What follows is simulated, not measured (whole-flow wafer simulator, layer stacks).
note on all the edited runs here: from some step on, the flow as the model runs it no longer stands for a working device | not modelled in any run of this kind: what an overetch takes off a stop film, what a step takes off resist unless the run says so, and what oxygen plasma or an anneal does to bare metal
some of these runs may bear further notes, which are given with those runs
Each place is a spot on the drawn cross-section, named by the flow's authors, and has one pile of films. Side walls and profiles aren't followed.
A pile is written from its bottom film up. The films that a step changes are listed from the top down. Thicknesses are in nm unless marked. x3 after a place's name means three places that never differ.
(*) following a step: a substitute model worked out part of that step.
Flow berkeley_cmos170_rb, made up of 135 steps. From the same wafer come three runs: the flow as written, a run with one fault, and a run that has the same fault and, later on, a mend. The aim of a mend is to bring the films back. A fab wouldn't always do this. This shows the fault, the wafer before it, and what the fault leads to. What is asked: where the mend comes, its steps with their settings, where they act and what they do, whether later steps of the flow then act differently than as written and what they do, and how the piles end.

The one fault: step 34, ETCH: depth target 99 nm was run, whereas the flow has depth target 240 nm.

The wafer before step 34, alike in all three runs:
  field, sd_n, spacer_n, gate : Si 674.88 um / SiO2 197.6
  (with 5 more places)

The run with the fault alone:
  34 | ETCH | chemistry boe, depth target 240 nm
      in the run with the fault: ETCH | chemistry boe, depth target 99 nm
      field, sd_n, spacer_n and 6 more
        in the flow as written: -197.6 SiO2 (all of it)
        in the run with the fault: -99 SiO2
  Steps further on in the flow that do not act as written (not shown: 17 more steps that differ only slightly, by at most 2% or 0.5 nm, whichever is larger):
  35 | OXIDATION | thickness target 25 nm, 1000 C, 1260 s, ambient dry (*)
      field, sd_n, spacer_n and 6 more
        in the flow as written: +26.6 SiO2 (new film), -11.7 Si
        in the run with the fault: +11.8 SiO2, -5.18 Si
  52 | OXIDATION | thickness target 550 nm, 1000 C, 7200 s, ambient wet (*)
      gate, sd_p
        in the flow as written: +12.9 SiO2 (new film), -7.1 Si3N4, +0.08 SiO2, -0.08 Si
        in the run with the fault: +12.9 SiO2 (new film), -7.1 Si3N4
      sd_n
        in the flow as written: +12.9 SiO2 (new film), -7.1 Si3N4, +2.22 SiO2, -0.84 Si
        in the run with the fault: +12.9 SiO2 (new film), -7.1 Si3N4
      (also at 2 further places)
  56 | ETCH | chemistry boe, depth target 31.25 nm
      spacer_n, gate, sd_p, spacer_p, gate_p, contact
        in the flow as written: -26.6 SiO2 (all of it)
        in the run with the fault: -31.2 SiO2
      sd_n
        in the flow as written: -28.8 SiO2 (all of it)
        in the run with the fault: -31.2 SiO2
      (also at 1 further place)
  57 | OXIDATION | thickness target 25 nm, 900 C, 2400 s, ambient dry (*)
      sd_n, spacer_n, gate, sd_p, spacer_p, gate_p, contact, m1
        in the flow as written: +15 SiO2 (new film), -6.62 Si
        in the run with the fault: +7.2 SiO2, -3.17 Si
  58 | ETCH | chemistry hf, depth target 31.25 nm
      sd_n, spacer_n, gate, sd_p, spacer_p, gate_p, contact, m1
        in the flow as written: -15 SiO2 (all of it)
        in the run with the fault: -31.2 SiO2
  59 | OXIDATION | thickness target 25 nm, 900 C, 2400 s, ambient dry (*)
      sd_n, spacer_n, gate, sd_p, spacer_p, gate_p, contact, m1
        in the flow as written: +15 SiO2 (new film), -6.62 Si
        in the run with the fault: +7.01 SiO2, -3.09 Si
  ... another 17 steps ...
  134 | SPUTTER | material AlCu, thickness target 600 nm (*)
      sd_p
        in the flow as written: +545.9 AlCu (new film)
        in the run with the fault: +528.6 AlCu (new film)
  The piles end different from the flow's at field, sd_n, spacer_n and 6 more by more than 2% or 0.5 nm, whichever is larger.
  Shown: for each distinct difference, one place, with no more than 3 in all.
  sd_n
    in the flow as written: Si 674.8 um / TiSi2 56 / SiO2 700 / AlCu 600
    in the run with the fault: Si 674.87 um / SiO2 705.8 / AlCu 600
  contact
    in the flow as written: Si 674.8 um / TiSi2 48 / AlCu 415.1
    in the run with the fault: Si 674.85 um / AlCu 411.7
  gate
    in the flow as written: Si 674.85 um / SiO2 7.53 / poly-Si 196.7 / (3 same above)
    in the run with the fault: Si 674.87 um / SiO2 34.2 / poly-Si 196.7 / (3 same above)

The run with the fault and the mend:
  After step 34 comes the mend.
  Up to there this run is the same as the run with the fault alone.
  34a | ETCH | chemistry boe, depth target 141 nm (the flow's step 34, run once more with other settings)
      field, sd_n, spacer_n and 6 more
        -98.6 SiO2 (all of it)
  Every later step of the flow that is run acts as written at every place that is followed.
  By the end, the piles equal the flow's at every place that both follow.
